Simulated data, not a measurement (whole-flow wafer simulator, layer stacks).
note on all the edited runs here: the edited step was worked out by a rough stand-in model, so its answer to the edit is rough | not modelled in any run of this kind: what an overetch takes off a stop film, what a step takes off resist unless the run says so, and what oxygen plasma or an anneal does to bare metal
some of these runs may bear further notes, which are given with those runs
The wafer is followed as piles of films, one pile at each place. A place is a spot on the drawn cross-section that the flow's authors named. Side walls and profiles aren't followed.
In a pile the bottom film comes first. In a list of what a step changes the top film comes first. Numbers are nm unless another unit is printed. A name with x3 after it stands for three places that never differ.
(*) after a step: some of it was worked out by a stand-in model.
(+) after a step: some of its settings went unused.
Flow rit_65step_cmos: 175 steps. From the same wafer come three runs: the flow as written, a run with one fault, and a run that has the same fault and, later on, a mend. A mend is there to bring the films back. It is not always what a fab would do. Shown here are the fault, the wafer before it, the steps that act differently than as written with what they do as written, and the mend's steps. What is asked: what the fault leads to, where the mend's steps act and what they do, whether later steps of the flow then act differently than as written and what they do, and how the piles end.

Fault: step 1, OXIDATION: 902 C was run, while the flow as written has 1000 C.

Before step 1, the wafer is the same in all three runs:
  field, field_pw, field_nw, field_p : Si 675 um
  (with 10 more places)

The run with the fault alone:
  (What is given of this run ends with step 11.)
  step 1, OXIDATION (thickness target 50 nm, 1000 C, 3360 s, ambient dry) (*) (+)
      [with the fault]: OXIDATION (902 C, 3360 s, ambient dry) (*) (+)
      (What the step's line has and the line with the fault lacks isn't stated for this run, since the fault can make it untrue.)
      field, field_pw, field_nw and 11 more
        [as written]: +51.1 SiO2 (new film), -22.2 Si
        [with the fault]: +22 SiO2 (new film), -9.38 Si
  Later steps of the flow up to step 11 that are run all act as written at every place that is followed.
  After step 11, at field, field_pw, field_nw and 11 more, the piles differ from the flow's by more than 2% or 0.5 nm, whichever is larger.
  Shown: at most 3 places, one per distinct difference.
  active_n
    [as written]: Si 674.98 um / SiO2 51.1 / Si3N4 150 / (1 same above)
    [with the fault]: Si 674.99 um / SiO2 22 / Si3N4 150 / (1 same above)
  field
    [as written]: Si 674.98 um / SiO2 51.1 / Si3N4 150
    [with the fault]: Si 674.99 um / SiO2 22 / Si3N4 150

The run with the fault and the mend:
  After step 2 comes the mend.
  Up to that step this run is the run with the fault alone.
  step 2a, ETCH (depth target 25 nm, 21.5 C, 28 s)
      field, field_pw, field_nw and 11 more
        -22 SiO2 (all of it)
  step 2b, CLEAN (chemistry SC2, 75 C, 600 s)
      field, field_pw, field_nw and 11 more
        +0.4 chemical SiO2 (new film), -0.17 Si
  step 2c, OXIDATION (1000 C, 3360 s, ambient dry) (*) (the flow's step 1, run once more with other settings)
      field, field_pw, field_nw and 11 more
        +51 SiO2 (new film), -0.4 chemical SiO2 (all of it), -22.3 Si
  Later steps of the flow acting differently than as written (not shown: 18 more steps that differ only slightly, by at most 2% or 0.5 nm, whichever is larger):
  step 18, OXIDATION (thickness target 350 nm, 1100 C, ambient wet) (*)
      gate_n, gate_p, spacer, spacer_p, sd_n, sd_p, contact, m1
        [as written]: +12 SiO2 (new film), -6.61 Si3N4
        [with the mend]: +12 SiO2 (new film), -6.61 Si3N4, +0.03 SiO2
  When the end is reached, the piles differ only a little from the flow's at the places that both follow, at most by 2% or 0.5 nm, whichever is larger.
